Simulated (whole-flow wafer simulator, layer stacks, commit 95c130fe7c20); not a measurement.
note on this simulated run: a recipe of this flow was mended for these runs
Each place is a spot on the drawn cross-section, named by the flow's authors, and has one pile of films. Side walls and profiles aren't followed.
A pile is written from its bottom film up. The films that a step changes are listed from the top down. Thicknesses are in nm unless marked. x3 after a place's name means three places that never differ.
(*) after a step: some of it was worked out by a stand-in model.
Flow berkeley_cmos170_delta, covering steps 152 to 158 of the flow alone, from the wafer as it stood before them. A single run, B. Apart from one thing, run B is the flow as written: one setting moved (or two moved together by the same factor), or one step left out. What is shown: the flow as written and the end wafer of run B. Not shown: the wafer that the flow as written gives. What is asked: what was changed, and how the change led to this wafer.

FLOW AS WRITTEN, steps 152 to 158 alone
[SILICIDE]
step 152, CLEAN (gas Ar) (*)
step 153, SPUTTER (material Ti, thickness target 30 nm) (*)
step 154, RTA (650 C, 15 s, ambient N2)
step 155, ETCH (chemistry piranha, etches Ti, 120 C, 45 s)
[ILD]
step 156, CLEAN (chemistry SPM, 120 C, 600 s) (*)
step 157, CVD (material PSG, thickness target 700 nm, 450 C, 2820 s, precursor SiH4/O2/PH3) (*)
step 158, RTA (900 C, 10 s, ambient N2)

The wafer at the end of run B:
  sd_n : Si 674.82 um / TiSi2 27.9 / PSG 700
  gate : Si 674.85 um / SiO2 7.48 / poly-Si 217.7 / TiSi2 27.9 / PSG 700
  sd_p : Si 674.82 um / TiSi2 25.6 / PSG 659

Cause: step 153, SPUTTER: thickness target 15 nm was run, while the flow as written has thickness target 30 nm.

Step by step, how the change led to this:
  step 153, SPUTTER (material Ti, thickness target 30 nm) (*)
      field, sd_n, spacer_n, gate, spacer_p, gate_p, contact x2: Ti gains 15 (new film) (it would be, as written: Ti gains 30 (new film))
      sd_p: Ti gains 13.8 (new film) (it would be, as written: Ti gains 27.5 (new film))
  step 154, RTA (650 C, 15 s, ambient N2)
      sd_n, contact x2: Ti loses 11.7, TiSi2 C49 gains 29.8 (new film), Si loses 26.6 (it would be, as written: Ti loses 23.4, TiSi first gains 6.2 (new film), TiSi2 C49 gains 50.3 (new film), Si loses 49)
      gate, gate_p: Ti loses 11.7, TiSi2 C49 gains 29.8 (new film), poly-Si loses 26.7 (it would be, as written: Ti loses 23.4, TiSi first gains 6.2 (new film), TiSi2 C49 gains 50.3 (new film), poly-Si loses 49.2)
      (also at 1 further place)
  step 155, ETCH (chemistry piranha, etches Ti, 120 C, 45 s)
      sd_n, gate, gate_p, contact x2: Ti loses 3.3 (all of it), TiSi2 C49 loses 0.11 (it would be, as written: Ti loses 6.6 (all of it), TiSi first loses 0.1)
      sd_p: Ti loses 3.02 (all of it), TiSi2 C49 loses 0.11 (it would be, as written: Ti loses 6.05 (all of it), TiSi first loses 0.1)
      (also at 3 further places)
  step 158, RTA (900 C, 10 s, ambient N2)
      sd_n, contact x2: under 1 film: TiSi2 gains 27.9 (new film), TiSi2 C49 loses 29.7 (all of it) (it would be, as written: under 1 film: TiSi2 gains 55.9 (new film), TiSi first loses 6.09 (all of it), TiSi2 C49 loses 50.3 (all of it), Si loses 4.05)
      gate, gate_p: under 1 film: TiSi2 gains 27.9 (new film), TiSi2 C49 loses 29.7 (all of it) (it would be, as written: under 1 film: TiSi2 gains 55.9 (new film), TiSi first loses 6.09 (all of it), TiSi2 C49 loses 50.3 (all of it), poly-Si loses 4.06)
      (also at 1 further place)
